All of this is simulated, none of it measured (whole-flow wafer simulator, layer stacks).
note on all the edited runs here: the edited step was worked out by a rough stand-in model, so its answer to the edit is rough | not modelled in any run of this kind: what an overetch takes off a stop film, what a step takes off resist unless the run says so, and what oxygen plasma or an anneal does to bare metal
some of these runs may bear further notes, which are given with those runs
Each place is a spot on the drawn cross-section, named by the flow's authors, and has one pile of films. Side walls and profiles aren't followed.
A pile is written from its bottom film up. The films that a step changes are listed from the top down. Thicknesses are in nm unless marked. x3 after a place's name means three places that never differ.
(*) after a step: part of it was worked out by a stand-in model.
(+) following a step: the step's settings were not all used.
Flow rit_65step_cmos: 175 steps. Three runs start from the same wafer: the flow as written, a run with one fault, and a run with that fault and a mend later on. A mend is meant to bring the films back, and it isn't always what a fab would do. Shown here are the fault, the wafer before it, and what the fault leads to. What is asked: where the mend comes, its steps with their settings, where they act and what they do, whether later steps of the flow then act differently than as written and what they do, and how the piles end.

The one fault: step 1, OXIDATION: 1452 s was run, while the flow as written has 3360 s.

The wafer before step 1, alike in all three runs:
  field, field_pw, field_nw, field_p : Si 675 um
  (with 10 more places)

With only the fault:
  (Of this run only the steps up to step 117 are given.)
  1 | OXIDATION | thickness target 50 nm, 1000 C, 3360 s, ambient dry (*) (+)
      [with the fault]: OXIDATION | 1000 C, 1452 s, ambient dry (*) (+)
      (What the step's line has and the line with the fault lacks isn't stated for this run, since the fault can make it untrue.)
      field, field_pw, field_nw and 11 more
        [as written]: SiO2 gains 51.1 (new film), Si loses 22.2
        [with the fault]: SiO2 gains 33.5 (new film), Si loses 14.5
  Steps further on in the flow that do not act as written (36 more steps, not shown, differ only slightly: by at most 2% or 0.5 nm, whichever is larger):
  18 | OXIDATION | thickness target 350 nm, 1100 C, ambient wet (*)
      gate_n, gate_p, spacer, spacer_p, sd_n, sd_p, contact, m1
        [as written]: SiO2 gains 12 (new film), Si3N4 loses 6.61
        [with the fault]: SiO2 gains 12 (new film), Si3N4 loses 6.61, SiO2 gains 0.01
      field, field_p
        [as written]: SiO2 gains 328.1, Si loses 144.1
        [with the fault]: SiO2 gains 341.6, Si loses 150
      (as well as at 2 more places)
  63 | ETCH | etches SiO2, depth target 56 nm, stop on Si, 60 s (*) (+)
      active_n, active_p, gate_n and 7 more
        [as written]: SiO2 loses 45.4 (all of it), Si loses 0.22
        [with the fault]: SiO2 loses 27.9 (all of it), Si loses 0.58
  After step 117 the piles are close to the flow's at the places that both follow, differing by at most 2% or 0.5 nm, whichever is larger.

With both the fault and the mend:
  The mend follows step 2.
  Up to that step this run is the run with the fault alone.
  2a | ETCH | depth target 38 nm, 21.5 C, 43 s
      field, field_pw, field_nw and 11 more
        SiO2 loses 33.5 (all of it)
  2b | CLEAN | chemistry SC2, 75 C, 600 s
      field, field_pw, field_nw and 11 more
        chemical SiO2 gains 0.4 (new film), Si loses 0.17
  2c | OXIDATION | 1000 C, 3360 s, ambient dry (*) (the flow's step 1, run once more with other settings)
      field, field_pw, field_nw and 11 more
        SiO2 gains 51 (new film), chemical SiO2 loses 0.4 (all of it), Si loses 22.3
  Steps further on in the flow that do not act as written (17 more steps, not shown, differ only slightly: by at most 2% or 0.5 nm, whichever is larger):
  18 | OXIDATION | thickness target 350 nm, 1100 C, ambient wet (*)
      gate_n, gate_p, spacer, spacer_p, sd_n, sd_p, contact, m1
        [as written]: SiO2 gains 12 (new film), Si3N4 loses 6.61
        [with the mend]: SiO2 gains 12 (new film), Si3N4 loses 6.61, SiO2 gains 0.03
  At the end the piles are close to the flow's at the places that both follow, differing by at most 2% or 0.5 nm, whichever is larger.
